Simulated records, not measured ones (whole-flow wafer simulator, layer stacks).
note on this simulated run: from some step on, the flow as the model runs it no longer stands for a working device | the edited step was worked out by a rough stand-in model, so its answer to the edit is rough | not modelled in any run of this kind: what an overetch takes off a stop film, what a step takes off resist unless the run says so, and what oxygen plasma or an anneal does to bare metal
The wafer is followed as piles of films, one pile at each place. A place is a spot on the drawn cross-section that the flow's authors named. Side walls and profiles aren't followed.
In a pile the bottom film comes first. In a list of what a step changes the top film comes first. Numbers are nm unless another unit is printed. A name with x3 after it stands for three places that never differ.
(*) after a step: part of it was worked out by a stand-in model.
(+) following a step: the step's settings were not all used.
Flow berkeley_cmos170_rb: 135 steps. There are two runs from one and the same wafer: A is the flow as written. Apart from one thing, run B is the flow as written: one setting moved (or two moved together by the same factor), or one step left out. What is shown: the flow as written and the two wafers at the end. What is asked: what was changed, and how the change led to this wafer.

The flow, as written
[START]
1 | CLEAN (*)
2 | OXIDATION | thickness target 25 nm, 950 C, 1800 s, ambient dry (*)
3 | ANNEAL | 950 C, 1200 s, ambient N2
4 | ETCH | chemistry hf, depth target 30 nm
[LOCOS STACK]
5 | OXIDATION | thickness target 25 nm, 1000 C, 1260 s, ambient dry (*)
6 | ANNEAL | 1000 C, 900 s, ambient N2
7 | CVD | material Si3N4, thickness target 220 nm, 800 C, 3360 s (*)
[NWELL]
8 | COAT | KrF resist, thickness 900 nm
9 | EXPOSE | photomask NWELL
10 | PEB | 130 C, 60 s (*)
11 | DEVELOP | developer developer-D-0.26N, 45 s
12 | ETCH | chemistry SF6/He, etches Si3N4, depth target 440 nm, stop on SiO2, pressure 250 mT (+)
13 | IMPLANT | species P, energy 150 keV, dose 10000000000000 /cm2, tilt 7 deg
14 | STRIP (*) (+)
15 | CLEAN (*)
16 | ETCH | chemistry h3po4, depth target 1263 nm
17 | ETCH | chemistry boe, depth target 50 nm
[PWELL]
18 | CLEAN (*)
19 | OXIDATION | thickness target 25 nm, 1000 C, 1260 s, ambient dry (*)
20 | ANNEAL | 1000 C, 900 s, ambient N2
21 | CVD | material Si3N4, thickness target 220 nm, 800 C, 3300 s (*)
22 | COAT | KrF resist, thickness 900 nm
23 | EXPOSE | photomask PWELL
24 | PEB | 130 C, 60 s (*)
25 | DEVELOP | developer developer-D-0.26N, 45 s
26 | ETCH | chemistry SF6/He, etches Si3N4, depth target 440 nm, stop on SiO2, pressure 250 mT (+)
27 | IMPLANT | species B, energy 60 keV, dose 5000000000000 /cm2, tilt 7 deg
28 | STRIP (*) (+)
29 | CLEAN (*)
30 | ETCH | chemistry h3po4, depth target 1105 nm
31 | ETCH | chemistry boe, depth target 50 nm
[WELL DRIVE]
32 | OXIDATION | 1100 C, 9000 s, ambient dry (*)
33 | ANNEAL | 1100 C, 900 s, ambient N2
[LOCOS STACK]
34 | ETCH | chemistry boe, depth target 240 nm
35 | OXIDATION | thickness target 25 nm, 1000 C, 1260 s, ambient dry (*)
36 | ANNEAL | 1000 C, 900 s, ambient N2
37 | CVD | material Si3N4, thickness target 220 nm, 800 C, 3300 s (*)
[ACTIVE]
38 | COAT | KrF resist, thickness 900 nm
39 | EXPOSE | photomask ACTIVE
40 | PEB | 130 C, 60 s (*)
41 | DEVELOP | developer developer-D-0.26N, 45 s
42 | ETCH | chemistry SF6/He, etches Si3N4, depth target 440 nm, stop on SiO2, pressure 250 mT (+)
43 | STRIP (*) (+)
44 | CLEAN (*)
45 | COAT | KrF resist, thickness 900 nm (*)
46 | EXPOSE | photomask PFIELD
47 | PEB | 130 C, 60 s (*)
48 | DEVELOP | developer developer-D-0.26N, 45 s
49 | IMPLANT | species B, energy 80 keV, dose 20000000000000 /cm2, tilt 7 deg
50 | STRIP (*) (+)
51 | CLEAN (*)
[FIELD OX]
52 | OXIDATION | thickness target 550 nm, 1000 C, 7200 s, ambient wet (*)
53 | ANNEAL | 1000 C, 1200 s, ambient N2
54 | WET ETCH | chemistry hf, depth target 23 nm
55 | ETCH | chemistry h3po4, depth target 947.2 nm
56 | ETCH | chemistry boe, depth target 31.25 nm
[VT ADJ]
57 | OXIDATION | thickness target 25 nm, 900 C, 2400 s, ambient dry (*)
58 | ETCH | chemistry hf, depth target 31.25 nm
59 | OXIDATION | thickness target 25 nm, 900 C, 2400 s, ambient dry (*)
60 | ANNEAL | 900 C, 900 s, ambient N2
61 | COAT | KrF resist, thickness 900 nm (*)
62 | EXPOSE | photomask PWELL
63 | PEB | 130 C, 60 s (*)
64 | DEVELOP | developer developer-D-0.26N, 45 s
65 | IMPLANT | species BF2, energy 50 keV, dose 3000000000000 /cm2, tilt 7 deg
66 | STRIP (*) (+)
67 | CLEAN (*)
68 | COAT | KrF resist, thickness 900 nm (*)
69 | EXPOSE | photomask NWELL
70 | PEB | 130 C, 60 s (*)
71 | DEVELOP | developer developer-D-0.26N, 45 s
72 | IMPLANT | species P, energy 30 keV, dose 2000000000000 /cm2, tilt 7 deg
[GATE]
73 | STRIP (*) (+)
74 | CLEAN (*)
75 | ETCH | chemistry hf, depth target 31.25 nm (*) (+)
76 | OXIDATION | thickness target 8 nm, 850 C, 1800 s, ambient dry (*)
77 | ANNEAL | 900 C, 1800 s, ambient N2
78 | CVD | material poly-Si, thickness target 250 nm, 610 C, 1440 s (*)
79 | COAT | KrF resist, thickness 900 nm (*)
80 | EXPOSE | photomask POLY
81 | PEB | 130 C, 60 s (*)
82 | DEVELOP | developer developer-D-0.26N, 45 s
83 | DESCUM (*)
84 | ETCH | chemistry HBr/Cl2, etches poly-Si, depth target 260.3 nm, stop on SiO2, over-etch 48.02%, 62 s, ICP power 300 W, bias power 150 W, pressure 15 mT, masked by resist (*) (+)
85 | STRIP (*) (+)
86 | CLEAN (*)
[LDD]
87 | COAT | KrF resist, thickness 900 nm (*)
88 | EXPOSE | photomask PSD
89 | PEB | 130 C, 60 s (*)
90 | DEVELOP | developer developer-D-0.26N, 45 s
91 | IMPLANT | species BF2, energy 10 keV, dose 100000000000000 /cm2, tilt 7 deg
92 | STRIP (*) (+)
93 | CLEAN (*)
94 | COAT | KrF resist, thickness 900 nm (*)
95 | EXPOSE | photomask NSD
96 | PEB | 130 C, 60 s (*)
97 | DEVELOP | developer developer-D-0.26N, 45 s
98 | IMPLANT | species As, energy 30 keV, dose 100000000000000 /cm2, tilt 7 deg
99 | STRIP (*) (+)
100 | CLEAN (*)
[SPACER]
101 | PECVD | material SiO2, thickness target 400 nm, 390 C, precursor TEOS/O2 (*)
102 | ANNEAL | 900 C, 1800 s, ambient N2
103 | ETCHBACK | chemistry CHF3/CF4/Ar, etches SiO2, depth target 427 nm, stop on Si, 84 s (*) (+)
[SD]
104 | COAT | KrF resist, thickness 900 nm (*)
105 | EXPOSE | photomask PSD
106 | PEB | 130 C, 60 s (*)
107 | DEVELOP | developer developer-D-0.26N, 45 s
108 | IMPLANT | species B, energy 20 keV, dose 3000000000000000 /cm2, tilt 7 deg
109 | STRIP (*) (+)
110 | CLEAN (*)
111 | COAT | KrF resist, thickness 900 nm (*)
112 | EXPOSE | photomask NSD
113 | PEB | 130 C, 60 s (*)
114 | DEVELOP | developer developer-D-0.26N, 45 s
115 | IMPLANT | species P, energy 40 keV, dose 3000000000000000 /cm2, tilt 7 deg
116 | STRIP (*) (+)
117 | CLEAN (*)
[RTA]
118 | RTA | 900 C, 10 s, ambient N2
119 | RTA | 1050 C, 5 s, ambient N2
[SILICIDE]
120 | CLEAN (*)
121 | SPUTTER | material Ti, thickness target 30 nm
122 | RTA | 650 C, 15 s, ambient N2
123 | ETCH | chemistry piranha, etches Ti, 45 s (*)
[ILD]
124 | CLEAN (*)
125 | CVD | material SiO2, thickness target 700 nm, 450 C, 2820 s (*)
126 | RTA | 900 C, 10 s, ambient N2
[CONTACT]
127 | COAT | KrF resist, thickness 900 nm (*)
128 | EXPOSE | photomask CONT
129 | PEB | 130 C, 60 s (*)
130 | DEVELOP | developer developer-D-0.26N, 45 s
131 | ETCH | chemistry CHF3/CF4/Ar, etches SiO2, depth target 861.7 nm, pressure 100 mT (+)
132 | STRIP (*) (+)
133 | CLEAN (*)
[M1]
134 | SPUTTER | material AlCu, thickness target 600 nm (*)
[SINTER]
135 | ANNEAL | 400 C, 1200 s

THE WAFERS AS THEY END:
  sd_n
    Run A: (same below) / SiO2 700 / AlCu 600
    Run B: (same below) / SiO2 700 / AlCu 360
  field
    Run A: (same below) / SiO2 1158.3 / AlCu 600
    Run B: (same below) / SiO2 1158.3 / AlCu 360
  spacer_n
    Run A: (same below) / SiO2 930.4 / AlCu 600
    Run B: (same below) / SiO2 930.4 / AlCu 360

The reason: step 134, SPUTTER: thickness target 360 nm was run, while the flow as written has thickness target 600 nm.
The wafer itself shows it: sd_n has AlCu 360, and step 134 as written asks for 600 nm.

The path from the change to this, step by step:
  134 | SPUTTER | material AlCu, thickness target 600 nm (*)
      field, sd_n, spacer_n, gate, spacer_p, gate_p, m1: A AlCu gains 600 (new film) | B AlCu gains 360 (new film)
      sd_p: A AlCu gains 545.9 (new film) | B AlCu gains 321.7 (new film)
      (also at 1 further place)
